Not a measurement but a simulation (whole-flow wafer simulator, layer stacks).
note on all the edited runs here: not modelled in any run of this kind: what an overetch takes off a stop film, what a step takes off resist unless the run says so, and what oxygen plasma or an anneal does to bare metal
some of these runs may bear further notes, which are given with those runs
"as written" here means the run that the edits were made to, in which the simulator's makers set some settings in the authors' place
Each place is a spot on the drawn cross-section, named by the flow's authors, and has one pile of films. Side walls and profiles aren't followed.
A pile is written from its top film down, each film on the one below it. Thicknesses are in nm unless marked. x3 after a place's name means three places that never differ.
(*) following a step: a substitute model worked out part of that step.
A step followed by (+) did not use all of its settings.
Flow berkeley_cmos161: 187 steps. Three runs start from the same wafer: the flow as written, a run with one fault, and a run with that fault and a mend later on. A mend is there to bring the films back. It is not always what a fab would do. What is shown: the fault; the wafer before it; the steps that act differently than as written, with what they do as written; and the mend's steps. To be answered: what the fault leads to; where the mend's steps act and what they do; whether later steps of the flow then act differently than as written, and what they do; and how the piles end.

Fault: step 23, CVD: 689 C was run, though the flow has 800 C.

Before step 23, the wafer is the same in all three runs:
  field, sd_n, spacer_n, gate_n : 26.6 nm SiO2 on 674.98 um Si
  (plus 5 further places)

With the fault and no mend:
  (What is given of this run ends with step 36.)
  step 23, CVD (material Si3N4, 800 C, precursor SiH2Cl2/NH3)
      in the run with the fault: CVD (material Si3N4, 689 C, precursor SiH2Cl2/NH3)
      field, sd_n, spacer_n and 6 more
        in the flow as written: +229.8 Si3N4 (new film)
        in the run with the fault: +36.5 Si3N4 (new film)
  Steps further on in the flow that do not act as written (1 more step, not shown, differs only slightly: by at most 2% or 0.5 nm, whichever is larger):
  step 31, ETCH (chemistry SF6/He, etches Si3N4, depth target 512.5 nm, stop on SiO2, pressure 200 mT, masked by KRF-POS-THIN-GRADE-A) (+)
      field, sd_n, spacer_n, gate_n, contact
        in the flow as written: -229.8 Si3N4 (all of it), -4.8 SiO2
        in the run with the fault: -36.5 Si3N4 (all of it), -4.8 SiO2
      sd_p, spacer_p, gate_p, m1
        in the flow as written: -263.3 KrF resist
        in the run with the fault: -53.2 KrF resist
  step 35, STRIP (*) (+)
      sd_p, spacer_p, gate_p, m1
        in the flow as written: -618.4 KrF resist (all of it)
        in the run with the fault: -828.3 KrF resist (all of it)
  The piles after step 36 differ from the flow's at sd_p, spacer_p, gate_p, m1 by more than 2% or 0.5 nm, whichever is larger.
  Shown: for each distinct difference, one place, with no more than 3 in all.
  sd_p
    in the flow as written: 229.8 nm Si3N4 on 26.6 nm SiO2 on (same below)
    in the run with the fault: 36.5 nm Si3N4 on 26.6 nm SiO2 on (same below)

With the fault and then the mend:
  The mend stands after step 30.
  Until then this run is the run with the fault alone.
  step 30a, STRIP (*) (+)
      sd_p, spacer_p, gate_p, m1
        -882 KrF resist (all of it)
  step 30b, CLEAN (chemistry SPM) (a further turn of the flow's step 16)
      alters no film at any place that is followed
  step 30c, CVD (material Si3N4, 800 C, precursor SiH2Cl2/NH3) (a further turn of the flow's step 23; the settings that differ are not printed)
      field, sd_n, spacer_n and 6 more
        +193.2 Si3N4
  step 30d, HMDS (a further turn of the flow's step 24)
      alters no film at any place that is followed
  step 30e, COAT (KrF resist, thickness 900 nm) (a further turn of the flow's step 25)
      field, sd_n, spacer_n and 6 more
        +900 KrF resist (new film)
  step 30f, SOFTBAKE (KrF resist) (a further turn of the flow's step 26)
      alters no film at any place that is followed
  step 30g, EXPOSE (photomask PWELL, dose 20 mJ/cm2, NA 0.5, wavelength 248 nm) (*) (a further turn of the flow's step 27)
      alters no film at any place that is followed
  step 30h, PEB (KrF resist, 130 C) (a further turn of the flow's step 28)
      field, sd_n, spacer_n and 6 more
        -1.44 KrF resist
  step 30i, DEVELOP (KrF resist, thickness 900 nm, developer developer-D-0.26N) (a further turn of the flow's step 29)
      field, sd_n, spacer_n, gate_n, contact
        -898.6 KrF resist (all of it)
      sd_p, spacer_p, gate_p, m1
        -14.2 KrF resist
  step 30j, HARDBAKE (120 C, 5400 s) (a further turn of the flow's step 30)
      sd_p, spacer_p, gate_p, m1
        -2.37 KrF resist
  Later steps of the flow that are run all act as written at every place that is followed, up to a difference of at most 2% or 0.5 nm, whichever is larger.
  The piles end the same as the flow's at every place that both follow.
